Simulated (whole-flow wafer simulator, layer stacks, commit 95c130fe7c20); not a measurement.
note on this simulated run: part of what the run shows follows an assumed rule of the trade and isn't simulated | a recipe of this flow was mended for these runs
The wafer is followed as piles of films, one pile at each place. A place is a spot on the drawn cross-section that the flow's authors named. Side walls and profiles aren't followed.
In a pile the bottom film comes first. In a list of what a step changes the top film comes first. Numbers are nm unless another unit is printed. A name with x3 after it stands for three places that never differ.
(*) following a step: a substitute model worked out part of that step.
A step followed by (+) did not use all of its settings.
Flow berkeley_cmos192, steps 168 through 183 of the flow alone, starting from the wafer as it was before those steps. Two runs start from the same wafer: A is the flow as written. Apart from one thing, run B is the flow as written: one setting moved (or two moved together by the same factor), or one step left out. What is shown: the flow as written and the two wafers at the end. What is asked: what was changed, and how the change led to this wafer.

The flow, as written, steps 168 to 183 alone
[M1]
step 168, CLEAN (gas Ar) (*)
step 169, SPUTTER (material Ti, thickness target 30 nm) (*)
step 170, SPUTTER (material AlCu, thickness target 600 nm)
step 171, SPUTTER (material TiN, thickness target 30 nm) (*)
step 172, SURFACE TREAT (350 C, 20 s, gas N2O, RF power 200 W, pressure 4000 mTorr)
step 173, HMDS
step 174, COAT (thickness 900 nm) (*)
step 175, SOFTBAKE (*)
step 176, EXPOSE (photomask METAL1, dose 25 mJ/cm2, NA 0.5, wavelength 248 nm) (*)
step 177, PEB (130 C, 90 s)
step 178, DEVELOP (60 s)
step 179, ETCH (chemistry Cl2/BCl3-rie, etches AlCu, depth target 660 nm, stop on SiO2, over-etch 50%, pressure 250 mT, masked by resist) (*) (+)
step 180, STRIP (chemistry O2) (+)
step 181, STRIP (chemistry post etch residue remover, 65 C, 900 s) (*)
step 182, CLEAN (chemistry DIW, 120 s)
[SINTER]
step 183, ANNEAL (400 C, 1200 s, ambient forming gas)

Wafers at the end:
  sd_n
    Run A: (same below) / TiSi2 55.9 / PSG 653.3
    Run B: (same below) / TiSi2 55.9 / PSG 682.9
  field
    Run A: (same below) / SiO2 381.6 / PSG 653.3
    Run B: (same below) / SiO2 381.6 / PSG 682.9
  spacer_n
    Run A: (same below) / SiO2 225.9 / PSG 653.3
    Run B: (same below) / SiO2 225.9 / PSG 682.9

Cause: step 179, ETCH: depth target 502 nm was run, while the flow as written has depth target 660 nm.

The path from the change to this, step by step:
  step 179, ETCH (chemistry Cl2/BCl3-rie, etches AlCu, depth target 660 nm, stop on SiO2, over-etch 50%, pressure 250 mT, masked by resist) (*) (+)
      field, sd_n, spacer_n, gate, spacer_p, gate_p: A -30 TiN (all of it), -600 AlCu (all of it), -30 Ti (all of it), -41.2 PSG | B -30 TiN (all of it), -600 AlCu (all of it), -30 Ti (all of it), -11.6 PSG
      contact, m1: A -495 KrF-resist | B -429.6 KrF-resist
      (and at 1 other place as well)
  step 180, STRIP (chemistry O2) (+)
      contact: A -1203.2 KrF-resist (all of it) | B -1268.7 KrF-resist (all of it)
      m1: A -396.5 KrF-resist (all of it) | B -461.9 KrF-resist (all of it)
